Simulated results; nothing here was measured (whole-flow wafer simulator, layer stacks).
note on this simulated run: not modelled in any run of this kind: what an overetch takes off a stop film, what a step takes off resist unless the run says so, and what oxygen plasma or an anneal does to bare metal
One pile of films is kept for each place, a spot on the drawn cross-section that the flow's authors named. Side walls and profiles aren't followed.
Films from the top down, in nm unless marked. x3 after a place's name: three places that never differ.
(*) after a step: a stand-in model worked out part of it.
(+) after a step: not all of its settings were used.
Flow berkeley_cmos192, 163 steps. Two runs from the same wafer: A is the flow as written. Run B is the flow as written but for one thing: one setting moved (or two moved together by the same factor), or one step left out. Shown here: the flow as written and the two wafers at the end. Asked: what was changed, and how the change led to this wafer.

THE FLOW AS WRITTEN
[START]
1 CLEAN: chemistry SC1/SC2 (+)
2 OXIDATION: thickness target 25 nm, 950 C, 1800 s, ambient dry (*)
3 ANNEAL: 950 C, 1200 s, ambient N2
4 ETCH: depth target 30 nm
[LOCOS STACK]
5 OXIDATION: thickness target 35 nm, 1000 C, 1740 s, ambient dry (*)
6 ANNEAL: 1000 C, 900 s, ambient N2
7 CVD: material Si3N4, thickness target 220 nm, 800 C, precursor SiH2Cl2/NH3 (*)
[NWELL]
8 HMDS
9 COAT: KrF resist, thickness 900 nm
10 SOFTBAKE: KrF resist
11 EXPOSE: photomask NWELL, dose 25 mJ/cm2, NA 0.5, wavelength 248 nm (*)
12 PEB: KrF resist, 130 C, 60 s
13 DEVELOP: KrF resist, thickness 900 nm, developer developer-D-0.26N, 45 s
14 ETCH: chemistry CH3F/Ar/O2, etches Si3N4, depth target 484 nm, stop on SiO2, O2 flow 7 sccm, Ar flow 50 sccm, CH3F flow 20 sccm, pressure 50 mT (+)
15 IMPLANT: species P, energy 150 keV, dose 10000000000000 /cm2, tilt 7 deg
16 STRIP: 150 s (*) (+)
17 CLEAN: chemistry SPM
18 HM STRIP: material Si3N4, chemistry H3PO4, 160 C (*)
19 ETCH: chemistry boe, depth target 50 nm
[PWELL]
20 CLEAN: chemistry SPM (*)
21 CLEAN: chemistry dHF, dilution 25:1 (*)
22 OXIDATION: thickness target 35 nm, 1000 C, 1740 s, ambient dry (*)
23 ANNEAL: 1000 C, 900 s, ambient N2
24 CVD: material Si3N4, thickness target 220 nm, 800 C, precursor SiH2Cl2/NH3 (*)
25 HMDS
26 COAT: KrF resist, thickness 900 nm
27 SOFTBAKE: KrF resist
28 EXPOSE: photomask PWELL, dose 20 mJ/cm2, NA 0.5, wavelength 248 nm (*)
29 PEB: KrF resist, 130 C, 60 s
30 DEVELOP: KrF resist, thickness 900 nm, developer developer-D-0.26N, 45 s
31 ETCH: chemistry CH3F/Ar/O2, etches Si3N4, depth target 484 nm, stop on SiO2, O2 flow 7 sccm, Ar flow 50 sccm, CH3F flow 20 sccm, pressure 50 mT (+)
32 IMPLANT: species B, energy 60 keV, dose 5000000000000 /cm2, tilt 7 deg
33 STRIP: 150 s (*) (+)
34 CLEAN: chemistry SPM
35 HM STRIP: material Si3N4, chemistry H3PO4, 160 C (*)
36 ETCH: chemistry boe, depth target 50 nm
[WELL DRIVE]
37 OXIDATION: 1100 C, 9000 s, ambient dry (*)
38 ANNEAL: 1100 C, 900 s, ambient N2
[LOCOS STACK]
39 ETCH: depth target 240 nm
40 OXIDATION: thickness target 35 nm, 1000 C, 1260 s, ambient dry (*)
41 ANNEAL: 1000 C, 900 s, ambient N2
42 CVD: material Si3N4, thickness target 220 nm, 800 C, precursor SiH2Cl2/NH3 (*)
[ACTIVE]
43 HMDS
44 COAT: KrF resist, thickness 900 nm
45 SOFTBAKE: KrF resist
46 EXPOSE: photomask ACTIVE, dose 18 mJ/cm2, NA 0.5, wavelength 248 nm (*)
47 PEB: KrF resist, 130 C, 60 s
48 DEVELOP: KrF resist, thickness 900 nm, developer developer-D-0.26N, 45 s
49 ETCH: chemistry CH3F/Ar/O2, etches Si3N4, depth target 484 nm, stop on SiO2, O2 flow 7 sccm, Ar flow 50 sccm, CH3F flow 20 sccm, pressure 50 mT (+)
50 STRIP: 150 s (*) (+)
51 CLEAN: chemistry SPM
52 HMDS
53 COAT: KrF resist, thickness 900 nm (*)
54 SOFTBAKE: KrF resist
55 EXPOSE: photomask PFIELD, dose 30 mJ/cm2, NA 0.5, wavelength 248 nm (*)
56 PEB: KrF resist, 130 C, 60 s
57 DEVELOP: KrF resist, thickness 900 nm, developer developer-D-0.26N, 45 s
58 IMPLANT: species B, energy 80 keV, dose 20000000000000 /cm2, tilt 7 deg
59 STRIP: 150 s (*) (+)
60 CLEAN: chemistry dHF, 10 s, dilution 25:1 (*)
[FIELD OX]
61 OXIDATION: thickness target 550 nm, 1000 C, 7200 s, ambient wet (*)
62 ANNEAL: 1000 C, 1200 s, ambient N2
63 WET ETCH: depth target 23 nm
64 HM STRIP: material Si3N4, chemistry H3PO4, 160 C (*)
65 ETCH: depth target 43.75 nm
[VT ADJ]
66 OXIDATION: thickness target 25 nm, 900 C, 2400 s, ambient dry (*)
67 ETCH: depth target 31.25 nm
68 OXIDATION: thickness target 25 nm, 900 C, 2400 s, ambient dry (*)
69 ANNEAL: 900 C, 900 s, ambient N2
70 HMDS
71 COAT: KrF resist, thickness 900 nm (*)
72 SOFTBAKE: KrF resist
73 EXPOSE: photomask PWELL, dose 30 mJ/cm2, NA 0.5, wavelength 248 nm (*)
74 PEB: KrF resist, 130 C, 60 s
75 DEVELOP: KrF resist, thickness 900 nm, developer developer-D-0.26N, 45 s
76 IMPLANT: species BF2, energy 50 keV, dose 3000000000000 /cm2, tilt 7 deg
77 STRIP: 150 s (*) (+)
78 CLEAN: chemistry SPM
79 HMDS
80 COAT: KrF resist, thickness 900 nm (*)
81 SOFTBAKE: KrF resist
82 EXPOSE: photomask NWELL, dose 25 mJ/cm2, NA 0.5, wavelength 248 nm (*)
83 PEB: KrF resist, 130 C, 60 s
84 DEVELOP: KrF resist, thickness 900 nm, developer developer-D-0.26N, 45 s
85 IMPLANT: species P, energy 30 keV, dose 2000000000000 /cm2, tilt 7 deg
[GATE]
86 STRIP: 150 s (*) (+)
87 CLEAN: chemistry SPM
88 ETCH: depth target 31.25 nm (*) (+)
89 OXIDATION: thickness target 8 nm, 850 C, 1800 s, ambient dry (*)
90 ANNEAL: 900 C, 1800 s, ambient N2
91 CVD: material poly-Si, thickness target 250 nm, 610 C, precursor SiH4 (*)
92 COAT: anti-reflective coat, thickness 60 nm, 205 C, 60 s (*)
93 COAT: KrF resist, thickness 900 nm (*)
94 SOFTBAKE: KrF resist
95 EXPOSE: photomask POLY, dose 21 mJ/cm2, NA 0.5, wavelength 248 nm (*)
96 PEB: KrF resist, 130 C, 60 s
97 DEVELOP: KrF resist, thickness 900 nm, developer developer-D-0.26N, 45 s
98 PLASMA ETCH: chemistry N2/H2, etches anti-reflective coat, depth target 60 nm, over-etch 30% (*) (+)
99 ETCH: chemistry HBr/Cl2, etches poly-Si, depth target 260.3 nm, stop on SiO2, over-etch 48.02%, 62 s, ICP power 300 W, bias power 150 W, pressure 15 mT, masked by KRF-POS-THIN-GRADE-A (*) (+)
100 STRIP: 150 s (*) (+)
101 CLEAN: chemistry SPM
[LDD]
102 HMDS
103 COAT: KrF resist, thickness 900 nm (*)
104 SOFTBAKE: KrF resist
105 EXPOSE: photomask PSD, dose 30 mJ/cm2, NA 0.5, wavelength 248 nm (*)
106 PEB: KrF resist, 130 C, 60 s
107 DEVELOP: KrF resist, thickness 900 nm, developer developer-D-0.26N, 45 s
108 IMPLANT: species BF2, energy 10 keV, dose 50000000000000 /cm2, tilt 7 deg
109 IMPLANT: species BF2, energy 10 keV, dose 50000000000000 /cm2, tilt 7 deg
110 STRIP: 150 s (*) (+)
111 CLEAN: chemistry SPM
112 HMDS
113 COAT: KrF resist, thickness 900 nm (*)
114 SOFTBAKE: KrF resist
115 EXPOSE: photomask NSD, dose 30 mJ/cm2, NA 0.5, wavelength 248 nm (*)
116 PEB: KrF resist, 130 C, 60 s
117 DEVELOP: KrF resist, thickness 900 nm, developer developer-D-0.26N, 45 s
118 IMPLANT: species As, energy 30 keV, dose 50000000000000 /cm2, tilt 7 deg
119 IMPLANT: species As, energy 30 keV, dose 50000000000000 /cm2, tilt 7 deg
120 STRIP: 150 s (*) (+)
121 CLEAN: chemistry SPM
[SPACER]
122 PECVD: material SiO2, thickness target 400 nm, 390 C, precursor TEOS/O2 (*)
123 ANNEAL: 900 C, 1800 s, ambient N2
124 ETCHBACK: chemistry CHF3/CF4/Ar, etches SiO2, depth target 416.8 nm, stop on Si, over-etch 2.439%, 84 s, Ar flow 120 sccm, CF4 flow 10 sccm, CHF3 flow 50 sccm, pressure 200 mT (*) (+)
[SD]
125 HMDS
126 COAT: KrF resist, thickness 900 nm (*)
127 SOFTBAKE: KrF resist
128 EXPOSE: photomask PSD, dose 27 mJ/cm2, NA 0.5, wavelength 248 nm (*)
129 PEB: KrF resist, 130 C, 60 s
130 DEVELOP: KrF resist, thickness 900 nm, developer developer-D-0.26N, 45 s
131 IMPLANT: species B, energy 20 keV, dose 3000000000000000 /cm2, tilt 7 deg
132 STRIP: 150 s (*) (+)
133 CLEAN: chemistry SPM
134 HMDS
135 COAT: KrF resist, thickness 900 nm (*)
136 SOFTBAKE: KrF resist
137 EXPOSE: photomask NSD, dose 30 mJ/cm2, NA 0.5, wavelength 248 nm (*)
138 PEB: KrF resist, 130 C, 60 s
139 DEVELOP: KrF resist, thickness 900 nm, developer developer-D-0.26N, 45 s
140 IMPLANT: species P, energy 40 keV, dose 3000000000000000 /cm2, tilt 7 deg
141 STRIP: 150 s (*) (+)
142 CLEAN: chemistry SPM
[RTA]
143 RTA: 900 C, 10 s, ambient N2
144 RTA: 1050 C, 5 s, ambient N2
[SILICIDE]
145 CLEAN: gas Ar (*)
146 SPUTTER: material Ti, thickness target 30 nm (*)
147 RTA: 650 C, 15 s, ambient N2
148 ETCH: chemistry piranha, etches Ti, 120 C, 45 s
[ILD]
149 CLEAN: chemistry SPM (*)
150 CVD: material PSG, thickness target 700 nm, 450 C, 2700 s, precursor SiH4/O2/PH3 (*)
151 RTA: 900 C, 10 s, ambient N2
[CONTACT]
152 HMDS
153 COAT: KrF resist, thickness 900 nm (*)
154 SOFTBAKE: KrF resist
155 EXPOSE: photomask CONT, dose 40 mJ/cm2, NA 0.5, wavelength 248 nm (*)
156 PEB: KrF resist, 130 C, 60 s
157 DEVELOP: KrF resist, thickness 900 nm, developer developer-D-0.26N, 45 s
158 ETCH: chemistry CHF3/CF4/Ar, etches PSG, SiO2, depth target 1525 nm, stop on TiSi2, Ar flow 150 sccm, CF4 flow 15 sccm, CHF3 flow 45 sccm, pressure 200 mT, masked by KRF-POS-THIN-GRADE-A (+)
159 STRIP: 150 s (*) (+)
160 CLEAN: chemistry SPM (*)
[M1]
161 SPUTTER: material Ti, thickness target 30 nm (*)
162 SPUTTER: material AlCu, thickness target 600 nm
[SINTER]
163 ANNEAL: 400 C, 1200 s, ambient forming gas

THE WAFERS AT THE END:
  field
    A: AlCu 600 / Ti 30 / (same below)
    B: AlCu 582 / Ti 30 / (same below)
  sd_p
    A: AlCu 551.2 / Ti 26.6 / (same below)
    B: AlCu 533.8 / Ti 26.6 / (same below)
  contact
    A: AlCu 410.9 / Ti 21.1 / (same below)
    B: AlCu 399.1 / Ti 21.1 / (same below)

The cause: step 162, SPUTTER: thickness target 582 nm was run, where the flow has thickness target 600 nm.
It can be read off the wafer: field has AlCu 582, and step 162 as written asks for 600 nm.

How the change led to this, step by step:
  162 SPUTTER: material AlCu, thickness target 600 nm
      field, sd_n, spacer_n, gate, spacer_p, gate_p, m1: A AlCu +600 (new film) | B AlCu +582 (new film)
      sd_p: A AlCu +551.2 (new film) | B AlCu +533.8 (new film)
      (and at 1 more place)
